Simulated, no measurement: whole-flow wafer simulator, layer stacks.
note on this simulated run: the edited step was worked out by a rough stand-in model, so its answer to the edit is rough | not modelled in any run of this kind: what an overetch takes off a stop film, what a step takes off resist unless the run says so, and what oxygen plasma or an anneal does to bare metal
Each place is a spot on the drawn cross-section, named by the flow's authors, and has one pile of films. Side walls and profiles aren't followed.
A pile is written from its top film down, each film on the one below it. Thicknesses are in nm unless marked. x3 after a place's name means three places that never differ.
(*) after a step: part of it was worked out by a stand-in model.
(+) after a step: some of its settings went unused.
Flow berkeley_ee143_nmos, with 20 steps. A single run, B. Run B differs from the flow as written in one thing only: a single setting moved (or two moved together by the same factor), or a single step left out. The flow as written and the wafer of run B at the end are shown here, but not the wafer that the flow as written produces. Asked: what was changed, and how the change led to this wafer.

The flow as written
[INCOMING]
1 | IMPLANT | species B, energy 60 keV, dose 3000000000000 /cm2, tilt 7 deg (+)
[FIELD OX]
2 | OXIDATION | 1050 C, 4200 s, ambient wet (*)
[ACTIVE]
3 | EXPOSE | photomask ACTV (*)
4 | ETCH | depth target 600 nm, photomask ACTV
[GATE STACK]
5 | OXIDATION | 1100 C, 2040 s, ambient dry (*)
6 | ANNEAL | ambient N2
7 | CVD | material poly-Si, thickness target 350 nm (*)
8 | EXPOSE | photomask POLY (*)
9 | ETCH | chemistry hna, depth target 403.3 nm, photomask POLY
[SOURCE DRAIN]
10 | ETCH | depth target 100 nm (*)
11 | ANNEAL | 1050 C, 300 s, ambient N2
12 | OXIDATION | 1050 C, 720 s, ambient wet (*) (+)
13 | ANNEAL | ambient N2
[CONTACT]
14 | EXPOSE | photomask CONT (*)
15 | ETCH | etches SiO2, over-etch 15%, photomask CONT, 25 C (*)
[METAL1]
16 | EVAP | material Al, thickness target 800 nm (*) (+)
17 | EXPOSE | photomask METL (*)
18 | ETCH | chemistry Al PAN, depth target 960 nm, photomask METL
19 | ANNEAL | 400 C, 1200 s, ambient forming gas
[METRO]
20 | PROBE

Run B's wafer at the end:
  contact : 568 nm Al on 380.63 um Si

What caused this: step 16, EVAP: thickness target 568 nm was run, while the flow as written has thickness target 800 nm.
The wafer lets one read it off: contact has Al 568, and step 16 as written asks for 800 nm.

Step by step, how the change led to this:
  16 | EVAP | material Al, thickness target 800 nm (*) (+)
      gate, sd, contact, field: +568 Al (new film) (it would be, as written: +800 Al (new film))
  18 | ETCH | chemistry Al PAN, depth target 960 nm, photomask METL
      gate, sd, field: -568 Al (all of it) (it would be, as written: -800 Al (all of it))
